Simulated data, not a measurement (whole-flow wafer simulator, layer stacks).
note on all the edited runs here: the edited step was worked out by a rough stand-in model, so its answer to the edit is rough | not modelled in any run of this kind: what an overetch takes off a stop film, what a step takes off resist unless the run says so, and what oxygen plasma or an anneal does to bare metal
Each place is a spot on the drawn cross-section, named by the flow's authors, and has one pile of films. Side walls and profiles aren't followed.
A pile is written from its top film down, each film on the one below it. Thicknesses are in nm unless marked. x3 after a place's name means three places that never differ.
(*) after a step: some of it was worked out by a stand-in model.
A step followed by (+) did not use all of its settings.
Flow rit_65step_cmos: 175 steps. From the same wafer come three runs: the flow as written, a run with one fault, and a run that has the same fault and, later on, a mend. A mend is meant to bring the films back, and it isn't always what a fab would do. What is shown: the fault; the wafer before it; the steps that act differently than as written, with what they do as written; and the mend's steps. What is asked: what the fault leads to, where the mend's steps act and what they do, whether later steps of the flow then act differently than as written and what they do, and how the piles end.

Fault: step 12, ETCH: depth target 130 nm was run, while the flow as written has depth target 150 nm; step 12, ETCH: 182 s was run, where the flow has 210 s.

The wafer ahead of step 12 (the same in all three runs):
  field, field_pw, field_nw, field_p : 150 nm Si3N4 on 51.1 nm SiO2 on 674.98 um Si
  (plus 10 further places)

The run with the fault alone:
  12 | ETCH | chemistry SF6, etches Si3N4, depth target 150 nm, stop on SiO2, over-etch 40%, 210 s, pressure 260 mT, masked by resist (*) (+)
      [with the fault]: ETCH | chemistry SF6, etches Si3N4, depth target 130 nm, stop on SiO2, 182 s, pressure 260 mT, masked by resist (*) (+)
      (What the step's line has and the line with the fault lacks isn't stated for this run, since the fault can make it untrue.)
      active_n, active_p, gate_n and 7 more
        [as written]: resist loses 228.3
        [with the fault]: resist loses 197.8
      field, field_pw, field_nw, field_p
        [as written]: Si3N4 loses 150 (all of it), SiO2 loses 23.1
        [with the fault]: Si3N4 loses 150 (all of it), SiO2 loses 12.3
  Later steps of the flow acting differently than as written (not shown: 55 more steps that differ only slightly, by at most 2% or 0.5 nm, whichever is larger):
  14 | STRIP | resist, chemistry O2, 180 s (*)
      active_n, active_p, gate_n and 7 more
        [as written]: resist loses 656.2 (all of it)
        [with the fault]: resist loses 686.7 (all of it)
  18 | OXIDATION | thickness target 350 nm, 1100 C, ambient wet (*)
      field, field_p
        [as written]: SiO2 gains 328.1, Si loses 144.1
        [with the fault]: SiO2 gains 320.7, Si loses 140.9
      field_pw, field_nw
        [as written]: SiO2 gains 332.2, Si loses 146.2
        [with the fault]: SiO2 gains 324.3, Si loses 142.7
  When the end is reached, the piles differ only a little from the flow's at the places that both follow, at most by 2% or 0.5 nm, whichever is larger.

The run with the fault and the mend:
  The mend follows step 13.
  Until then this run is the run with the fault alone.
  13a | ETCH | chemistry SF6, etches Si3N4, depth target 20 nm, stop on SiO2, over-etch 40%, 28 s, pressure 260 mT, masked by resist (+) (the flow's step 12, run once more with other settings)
      active_n, active_p, gate_n and 7 more
        resist loses 30.4
      field, field_pw, field_nw, field_p
        SiO2 loses 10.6
  None of the later steps of the flow differs from how it acts as written, at any place that is followed, by more than 2% or 0.5 nm, whichever is larger.
  The piles end the same as the flow's at every place that both follow.
